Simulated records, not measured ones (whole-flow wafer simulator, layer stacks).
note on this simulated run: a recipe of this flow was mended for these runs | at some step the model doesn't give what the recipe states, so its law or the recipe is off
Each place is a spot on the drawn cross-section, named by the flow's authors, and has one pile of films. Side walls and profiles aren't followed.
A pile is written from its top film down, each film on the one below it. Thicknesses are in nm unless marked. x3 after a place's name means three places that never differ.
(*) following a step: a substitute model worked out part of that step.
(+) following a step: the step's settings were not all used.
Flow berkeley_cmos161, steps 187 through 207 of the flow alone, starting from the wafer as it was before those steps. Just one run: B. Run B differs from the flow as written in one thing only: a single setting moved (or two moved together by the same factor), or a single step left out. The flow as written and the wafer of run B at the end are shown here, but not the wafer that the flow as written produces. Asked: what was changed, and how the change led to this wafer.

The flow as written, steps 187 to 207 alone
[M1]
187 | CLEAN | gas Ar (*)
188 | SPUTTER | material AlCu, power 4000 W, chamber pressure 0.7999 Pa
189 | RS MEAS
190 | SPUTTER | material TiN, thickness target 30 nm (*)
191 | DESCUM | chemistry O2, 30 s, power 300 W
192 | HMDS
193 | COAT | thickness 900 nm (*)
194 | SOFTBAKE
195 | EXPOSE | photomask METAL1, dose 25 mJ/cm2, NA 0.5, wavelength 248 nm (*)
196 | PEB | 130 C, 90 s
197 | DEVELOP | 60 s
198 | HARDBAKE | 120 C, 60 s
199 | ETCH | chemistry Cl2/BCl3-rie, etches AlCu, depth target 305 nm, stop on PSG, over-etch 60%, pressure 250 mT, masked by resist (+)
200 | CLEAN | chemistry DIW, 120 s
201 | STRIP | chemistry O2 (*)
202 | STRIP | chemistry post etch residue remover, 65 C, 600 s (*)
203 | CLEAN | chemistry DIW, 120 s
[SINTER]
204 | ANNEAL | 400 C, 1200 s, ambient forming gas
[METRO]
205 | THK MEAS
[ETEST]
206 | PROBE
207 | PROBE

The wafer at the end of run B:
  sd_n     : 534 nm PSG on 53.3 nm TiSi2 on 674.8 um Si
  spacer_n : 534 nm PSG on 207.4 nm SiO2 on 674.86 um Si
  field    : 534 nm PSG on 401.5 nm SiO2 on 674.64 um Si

What caused this: step 199, ETCH: depth target 244 nm was run, though the flow has depth target 305 nm.

The path from the change to this, step by step:
  199 | ETCH | chemistry Cl2/BCl3-rie, etches AlCu, depth target 305 nm, stop on PSG, over-etch 60%, pressure 250 mT, masked by resist (+)
      field, sd_n, spacer_n, gate_n, spacer_p, gate_p: TiN loses 30 (all of it), AlCu loses 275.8 (all of it), PSG loses 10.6 (as written it would have been: TiN loses 30 (all of it), AlCu loses 275.8 (all of it), PSG loses 22.8)
      contact, m1: KrF-resist loses 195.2 (as written it would have been: KrF-resist loses 244)
      (and at 1 other place as well)
  201 | STRIP | chemistry O2 (*)
      contact: KrF-resist loses 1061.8 (all of it) (as written it would have been: KrF-resist loses 1013 (all of it))
      m1: KrF-resist loses 586.3 (all of it) (as written it would have been: KrF-resist loses 537.5 (all of it))
